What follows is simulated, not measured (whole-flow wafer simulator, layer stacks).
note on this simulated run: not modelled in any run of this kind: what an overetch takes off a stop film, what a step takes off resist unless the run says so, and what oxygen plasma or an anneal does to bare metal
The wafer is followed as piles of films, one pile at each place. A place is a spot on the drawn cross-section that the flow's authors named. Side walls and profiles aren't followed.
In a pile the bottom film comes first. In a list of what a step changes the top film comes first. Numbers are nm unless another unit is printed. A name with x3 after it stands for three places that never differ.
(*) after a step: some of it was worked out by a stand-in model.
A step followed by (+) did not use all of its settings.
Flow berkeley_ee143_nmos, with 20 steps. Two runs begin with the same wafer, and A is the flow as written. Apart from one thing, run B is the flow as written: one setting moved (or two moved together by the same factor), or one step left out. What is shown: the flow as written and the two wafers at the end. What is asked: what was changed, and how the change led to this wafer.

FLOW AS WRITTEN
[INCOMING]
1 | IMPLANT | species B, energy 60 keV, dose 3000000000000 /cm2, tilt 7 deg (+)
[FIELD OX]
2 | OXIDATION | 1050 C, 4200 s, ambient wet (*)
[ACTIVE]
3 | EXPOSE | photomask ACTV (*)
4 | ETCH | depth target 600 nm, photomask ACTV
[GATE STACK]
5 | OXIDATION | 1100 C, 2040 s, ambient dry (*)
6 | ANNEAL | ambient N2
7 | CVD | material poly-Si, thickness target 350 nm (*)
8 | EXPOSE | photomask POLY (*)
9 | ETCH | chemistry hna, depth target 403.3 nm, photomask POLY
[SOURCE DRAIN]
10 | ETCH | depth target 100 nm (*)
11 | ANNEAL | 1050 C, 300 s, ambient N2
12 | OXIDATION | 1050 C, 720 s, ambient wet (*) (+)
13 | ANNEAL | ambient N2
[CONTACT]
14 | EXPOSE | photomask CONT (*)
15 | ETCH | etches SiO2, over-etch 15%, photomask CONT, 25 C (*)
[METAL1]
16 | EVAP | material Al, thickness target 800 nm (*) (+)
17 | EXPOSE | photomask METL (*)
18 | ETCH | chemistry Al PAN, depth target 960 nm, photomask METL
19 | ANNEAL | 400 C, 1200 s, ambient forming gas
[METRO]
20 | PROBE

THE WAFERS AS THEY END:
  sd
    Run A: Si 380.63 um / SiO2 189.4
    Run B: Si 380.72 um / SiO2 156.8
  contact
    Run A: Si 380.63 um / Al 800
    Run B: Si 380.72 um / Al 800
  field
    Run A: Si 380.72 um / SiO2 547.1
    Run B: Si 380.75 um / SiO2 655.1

Cause: step 9, ETCH: depth target 316.1 nm was run, whereas the flow has depth target 403.3 nm.

Step by step, how the change led to this:
  9 | ETCH | chemistry hna, depth target 403.3 nm, photomask POLY
      sd, contact, field: A -350 poly-Si (all of it) | B -316.1 poly-Si
  10 | ETCH | depth target 100 nm (*)
      sd, contact: A -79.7 SiO2 (all of it) | B nothing
      field: A -100 SiO2 | B nothing
  12 | OXIDATION | 1050 C, 720 s, ambient wet (*) (+)
      sd, contact: A +189.4 SiO2 (new film), -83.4 Si | B -33.9 poly-Si (all of it), +77.1 SiO2
      field: A +69.1 SiO2, -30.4 Si | B -33.9 poly-Si (all of it), +77.1 SiO2
  15 | ETCH | etches SiO2, over-etch 15%, photomask CONT, 25 C (*)
      contact: A -189.4 SiO2 (all of it) | B -156.8 SiO2 (all of it)
